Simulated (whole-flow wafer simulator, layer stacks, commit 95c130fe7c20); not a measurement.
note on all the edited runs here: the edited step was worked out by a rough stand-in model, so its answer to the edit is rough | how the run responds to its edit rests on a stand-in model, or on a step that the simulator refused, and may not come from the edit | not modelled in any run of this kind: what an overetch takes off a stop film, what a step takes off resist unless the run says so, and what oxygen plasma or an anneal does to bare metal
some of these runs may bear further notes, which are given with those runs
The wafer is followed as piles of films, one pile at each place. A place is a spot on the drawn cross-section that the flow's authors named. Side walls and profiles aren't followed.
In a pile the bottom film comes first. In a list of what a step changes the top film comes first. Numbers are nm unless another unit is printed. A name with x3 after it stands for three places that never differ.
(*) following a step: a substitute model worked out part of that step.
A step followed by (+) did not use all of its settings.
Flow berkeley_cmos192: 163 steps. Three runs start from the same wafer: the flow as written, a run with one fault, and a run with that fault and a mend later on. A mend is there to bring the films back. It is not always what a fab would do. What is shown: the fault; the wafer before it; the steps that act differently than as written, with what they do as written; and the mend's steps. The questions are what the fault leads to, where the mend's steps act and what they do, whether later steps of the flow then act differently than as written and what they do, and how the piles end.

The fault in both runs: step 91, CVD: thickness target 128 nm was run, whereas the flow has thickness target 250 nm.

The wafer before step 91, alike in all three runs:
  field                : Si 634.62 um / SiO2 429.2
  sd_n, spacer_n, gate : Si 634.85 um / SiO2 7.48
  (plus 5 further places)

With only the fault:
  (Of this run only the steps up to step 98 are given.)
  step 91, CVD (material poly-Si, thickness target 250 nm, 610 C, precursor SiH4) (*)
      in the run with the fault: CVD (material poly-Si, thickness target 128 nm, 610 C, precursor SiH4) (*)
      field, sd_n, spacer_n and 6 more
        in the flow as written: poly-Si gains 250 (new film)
        in the run with the fault: poly-Si gains 128 (new film)
  Steps further on in the flow that do not act as written (3 more steps, not shown, differ only slightly: by at most 2% or 0.5 nm, whichever is larger):
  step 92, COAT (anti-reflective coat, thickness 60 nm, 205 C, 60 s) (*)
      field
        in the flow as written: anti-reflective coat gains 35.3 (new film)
        in the run with the fault: anti-reflective coat gains 34.1 (new film)
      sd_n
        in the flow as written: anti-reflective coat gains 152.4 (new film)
        in the run with the fault: anti-reflective coat gains 147 (new film)
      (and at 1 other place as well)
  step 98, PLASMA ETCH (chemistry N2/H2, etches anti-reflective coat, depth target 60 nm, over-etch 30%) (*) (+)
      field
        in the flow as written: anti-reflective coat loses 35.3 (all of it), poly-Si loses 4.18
        in the run with the fault: anti-reflective coat loses 34.1 (all of it), poly-Si loses 4.03
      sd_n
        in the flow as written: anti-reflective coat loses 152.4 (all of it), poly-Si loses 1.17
        in the run with the fault: anti-reflective coat loses 147 (all of it), poly-Si loses 1.13
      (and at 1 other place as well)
  Once step 98 is done, the piles at field, sd_n, spacer_n and 6 more depart from the flow's by more than 2% or 0.5 nm, whichever is larger.
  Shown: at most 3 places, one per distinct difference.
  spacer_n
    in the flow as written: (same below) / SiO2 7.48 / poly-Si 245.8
    in the run with the fault: (same below) / SiO2 7.48 / poly-Si 124
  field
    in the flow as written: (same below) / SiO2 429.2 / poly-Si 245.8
    in the run with the fault: (same below) / SiO2 429.2 / poly-Si 124
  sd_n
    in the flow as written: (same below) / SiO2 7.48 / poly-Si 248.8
    in the run with the fault: (same below) / SiO2 7.48 / poly-Si 126.9

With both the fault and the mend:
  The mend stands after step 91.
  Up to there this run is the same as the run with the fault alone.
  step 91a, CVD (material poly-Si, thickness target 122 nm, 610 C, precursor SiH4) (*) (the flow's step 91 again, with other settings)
      field, sd_n, spacer_n and 6 more
        poly-Si gains 122
  Later steps of the flow that are run all act as written at every place that is followed, up to a difference of at most 2% or 0.5 nm, whichever is larger.
  By the end, the piles equal the flow's at every place that both follow.
